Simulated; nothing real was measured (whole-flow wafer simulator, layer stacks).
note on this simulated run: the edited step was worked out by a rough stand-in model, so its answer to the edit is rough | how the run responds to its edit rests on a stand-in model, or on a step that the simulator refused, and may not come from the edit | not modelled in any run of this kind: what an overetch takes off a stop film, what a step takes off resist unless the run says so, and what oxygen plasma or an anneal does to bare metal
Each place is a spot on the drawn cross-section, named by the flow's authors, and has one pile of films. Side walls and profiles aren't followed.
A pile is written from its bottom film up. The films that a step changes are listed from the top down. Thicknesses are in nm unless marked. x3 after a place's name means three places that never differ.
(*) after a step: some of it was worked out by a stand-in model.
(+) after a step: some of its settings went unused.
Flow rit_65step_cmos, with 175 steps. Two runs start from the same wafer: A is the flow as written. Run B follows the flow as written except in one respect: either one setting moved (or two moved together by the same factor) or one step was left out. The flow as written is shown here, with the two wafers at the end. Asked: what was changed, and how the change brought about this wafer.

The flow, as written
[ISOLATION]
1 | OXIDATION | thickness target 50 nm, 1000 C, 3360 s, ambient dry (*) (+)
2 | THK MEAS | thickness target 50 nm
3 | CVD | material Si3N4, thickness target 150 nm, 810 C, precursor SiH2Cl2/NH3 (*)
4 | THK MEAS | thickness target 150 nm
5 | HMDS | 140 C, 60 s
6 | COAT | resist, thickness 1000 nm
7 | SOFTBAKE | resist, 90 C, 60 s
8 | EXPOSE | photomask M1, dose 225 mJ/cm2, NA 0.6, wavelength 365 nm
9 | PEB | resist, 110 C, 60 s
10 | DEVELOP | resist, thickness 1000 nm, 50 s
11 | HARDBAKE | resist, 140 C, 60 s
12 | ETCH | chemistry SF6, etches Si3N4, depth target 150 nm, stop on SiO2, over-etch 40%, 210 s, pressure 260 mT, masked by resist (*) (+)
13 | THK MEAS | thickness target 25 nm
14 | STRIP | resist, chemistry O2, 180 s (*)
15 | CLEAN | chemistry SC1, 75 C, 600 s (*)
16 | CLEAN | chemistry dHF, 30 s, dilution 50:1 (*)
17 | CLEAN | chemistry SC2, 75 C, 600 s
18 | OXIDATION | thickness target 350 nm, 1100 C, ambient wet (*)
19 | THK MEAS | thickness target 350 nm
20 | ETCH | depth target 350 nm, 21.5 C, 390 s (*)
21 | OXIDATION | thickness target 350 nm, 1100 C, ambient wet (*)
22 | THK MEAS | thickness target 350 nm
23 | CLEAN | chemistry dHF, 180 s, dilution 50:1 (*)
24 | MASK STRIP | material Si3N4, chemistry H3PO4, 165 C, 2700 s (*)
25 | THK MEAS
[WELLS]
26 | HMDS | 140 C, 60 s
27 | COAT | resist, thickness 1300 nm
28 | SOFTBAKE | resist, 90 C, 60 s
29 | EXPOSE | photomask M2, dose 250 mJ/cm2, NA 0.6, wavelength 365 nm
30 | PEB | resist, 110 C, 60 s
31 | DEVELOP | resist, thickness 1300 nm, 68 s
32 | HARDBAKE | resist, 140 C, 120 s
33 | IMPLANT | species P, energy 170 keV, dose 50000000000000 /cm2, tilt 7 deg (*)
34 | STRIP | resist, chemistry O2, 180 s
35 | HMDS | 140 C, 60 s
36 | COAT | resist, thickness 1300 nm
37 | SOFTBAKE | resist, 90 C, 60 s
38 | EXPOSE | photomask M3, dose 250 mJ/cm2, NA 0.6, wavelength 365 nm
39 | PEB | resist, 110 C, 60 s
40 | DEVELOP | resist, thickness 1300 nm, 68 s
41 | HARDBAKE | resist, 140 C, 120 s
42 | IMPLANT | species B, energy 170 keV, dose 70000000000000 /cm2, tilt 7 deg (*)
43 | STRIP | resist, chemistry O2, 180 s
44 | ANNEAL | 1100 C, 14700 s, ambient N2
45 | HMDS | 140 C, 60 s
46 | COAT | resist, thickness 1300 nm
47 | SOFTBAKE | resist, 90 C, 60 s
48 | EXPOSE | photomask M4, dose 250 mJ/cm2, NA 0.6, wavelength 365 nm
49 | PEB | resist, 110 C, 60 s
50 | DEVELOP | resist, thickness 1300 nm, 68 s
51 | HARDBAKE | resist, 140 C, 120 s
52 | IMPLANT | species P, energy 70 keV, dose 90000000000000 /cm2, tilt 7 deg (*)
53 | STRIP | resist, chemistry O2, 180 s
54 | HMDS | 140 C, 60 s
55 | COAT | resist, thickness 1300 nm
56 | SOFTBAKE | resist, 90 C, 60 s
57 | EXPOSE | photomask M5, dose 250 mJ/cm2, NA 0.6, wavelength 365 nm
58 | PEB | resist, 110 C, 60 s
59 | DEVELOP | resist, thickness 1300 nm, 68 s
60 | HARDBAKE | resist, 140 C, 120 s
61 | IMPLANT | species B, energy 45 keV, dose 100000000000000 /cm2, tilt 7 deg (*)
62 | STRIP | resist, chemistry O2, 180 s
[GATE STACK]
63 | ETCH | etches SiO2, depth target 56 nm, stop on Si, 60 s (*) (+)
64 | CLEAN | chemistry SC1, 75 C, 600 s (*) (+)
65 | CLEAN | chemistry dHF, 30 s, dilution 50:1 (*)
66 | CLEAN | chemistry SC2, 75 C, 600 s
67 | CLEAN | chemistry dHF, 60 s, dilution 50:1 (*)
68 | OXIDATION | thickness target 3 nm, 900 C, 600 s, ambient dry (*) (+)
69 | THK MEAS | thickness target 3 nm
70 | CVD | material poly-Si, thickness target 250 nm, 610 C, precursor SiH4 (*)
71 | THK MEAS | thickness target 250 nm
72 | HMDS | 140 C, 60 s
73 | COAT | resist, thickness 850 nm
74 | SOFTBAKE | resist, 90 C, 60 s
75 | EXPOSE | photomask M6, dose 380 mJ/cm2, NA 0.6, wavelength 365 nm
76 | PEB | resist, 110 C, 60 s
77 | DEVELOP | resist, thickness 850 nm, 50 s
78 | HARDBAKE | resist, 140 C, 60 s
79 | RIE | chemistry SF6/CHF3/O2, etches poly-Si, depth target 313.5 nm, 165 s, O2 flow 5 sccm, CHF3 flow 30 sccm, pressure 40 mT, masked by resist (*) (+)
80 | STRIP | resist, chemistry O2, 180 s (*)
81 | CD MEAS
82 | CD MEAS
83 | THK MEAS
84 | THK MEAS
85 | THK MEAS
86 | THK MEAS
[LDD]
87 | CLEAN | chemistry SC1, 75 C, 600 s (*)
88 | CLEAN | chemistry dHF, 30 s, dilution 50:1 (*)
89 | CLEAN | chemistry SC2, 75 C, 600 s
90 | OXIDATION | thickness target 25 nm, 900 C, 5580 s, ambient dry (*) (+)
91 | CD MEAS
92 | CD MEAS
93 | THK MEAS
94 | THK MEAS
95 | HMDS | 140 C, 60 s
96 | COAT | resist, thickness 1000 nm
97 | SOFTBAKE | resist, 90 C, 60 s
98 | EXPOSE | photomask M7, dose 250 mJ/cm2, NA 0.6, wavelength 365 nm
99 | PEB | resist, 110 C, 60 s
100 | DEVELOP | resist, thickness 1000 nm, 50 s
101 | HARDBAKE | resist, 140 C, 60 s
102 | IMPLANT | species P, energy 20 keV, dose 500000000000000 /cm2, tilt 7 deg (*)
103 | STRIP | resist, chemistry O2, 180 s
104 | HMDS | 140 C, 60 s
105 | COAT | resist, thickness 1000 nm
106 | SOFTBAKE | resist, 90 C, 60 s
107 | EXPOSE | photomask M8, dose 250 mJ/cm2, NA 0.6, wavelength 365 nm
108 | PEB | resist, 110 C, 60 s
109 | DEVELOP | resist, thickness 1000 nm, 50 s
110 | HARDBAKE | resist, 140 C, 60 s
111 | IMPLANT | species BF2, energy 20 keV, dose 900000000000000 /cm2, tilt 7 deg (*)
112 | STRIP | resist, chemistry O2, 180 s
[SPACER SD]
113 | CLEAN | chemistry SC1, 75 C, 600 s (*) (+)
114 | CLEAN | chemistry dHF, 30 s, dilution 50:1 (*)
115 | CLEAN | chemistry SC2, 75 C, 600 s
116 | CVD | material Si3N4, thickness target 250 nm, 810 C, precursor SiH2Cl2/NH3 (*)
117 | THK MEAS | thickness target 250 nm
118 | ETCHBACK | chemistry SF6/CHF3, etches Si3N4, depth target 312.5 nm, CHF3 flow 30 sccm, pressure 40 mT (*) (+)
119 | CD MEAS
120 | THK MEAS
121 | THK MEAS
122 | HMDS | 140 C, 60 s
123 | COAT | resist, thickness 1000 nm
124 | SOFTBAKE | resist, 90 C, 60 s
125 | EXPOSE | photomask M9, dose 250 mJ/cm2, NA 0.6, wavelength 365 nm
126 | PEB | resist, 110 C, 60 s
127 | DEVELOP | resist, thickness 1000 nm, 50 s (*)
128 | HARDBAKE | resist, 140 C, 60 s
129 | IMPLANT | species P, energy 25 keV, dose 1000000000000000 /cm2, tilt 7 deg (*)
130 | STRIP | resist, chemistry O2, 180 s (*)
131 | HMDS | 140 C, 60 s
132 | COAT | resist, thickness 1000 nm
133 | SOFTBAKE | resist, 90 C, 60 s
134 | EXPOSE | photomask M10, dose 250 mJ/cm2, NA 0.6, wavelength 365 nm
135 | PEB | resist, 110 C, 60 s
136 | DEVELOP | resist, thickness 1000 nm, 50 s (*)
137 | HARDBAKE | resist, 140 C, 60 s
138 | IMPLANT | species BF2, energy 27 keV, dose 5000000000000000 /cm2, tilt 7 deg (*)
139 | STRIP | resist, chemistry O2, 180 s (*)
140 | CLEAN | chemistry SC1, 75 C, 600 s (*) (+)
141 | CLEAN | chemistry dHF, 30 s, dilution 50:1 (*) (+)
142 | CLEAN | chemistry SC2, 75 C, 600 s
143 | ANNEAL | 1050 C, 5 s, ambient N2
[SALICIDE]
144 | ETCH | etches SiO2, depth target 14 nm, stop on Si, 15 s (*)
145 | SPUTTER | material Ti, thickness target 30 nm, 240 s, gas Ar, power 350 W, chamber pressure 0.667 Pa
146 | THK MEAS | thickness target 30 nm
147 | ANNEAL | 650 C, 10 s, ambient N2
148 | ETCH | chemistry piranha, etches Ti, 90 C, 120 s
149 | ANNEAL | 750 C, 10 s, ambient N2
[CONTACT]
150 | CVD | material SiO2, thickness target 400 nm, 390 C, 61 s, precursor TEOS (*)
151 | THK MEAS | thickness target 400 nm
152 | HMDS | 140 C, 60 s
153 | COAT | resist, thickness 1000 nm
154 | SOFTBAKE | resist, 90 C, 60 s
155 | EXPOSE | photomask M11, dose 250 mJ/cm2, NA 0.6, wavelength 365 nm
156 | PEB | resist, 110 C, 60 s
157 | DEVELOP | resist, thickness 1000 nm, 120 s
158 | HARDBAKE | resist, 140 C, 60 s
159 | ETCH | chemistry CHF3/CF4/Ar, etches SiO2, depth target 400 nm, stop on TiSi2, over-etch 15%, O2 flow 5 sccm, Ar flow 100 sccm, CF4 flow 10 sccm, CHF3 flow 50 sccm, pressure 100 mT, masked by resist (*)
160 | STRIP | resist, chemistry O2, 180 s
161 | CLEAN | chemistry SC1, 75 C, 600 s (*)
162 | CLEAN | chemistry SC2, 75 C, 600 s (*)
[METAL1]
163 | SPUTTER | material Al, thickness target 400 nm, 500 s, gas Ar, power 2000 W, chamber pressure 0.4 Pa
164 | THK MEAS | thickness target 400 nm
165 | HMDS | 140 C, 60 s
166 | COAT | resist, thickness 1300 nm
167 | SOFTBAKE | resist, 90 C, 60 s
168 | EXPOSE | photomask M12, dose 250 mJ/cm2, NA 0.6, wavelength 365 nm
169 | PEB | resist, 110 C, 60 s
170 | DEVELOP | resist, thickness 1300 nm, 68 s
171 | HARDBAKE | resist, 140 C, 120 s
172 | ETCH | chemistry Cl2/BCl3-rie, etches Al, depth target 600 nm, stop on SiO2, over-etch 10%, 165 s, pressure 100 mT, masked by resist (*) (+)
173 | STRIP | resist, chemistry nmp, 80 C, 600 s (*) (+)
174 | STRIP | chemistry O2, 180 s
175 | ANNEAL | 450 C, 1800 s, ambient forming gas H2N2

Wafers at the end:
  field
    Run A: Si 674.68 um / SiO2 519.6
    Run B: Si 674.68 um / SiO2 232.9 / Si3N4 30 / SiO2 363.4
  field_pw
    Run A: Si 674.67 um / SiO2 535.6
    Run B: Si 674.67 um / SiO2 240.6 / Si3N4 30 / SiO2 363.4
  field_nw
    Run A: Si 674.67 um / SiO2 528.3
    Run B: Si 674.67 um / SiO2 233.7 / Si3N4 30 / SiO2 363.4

What caused this: step 118, ETCHBACK: depth target 218.8 nm was run, while the flow as written has depth target 312.5 nm.

How this came from the change, step by step:
  118 | ETCHBACK | chemistry SF6/CHF3, etches Si3N4, depth target 312.5 nm, CHF3 flow 30 sccm, pressure 40 mT (*) (+)
      field, field_pw, field_nw, field_p: A -250 Si3N4 (all of it), -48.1 SiO2 | B -218.8 Si3N4
      gate_n: A -250 Si3N4 (all of it), -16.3 SiO2 (all of it), -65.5 poly-Si | B -218.8 Si3N4
      (as well as at 1 more place)
  123 | COAT | resist, thickness 1000 nm
      field: A +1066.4 resist (new film) | B +1044.1 resist (new film)
      field_p: A +1073.5 resist (new film) | B +1051.2 resist (new film)
      (as well as at 4 more places)
  126 | PEB | resist, 110 C, 60 s
      gate_n, gate_p: A -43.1 resist | B -40.1 resist
      field: A -55.6 resist | B -54.3 resist
      (as well as at 3 more places)
  127 | DEVELOP | resist, thickness 1000 nm, 50 s (*)
      field: A -1010.9 resist (all of it) | B -989.9 resist (all of it)
      gate_n: A -791.9 resist (all of it) | B -739.2 resist (all of it)
      (as well as at 1 more place)
  128 | HARDBAKE | resist, 140 C, 60 s
      field_nw: A -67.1 resist | B -65.7 resist
      field_p: A -68.8 resist | B -67.2 resist
      (as well as at 2 more places)
  130 | STRIP | resist, chemistry O2, 180 s (*)
      gate_n: A +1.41 chemical SiO2 (new film), -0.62 poly-Si | B nothing
      gate_p: A +1.31 chemical SiO2 (new film), -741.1 resist (all of it), -0.58 poly-Si | B -691.6 resist (all of it)
      (as well as at 2 more places)
  132 | COAT | resist, thickness 1000 nm
      field: A +1067 resist (new film) | B +1044.1 resist (new film)
      field_p: A +1074 resist (new film) | B +1051.2 resist (new film)
      (as well as at 4 more places)
  135 | PEB | resist, 110 C, 60 s
      gate_n, gate_p: A -43.1 resist | B -40.1 resist
      spacer, spacer_p: A -42 resist | B -40 resist
      (as well as at 2 more places)
  136 | DEVELOP | resist, thickness 1000 nm, 50 s (*)
      field_p: A -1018 resist (all of it) | B -996.5 resist (all of it)
      gate_p: A -792.8 resist (all of it) | B -739.4 resist (all of it)
      (as well as at 1 more place)
  137 | HARDBAKE | resist, 140 C, 60 s
      field: A -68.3 resist | B -66.3 resist
      field_nw: A -67.1 resist | B -65.7 resist
      (as well as at 2 more places)
  139 | STRIP | resist, chemistry O2, 180 s (*)
      gate_n: A -740 resist (all of it), +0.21 chemical SiO2, -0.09 poly-Si | B -691.3 resist (all of it)
      field: A -943.1 resist (all of it) | B -923.5 resist (all of it)
      (as well as at 1 more place)
  140 | CLEAN | chemistry SC1, 75 C, 600 s (*) (+)
      field, field_pw, field_nw, field_p: A -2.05 SiO2 | B -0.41 Si3N4
      gate_n, gate_p: A -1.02 chemical SiO2, -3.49 poly-Si | B -0.41 Si3N4
  141 | CLEAN | chemistry dHF, 30 s, dilution 50:1 (*) (+)
      field, field_p: A -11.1 SiO2 | B -0.43 Si3N4
      field_pw, field_nw: A -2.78 SiO2 | B -0.43 Si3N4
      (as well as at 2 more places)
  144 | ETCH | etches SiO2, depth target 14 nm, stop on Si, 15 s (*)
      field, field_pw, field_nw, field_p: A -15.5 SiO2 | B -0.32 Si3N4
  145 | SPUTTER | material Ti, thickness target 30 nm, 240 s, gas Ar, power 350 W, chamber pressure 0.667 Pa
      gate_n: A +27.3 Ti (new film) | B +30 Ti (new film)
      gate_p: A +27.2 Ti (new film) | B +30 Ti (new film)
  147 | ANNEAL | 650 C, 10 s, ambient N2
      gate_n: A -21.3 Ti, +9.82 TiSi first (new film), +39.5 TiSi2 C49 (new film), -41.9 poly-Si | B nothing
      gate_p: A -21.2 Ti, +9.56 TiSi first (new film), +39.6 TiSi2 C49 (new film), -41.9 poly-Si | B nothing
  ... another 9 steps ...
  170 | DEVELOP | resist, thickness 1300 nm, 68 s
      field: A -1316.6 resist (all of it) | B -1271.6 resist (all of it)
      field_pw: A -1285.5 resist (all of it) | B -1259.5 resist (all of it)
      (as well as at 6 more places)
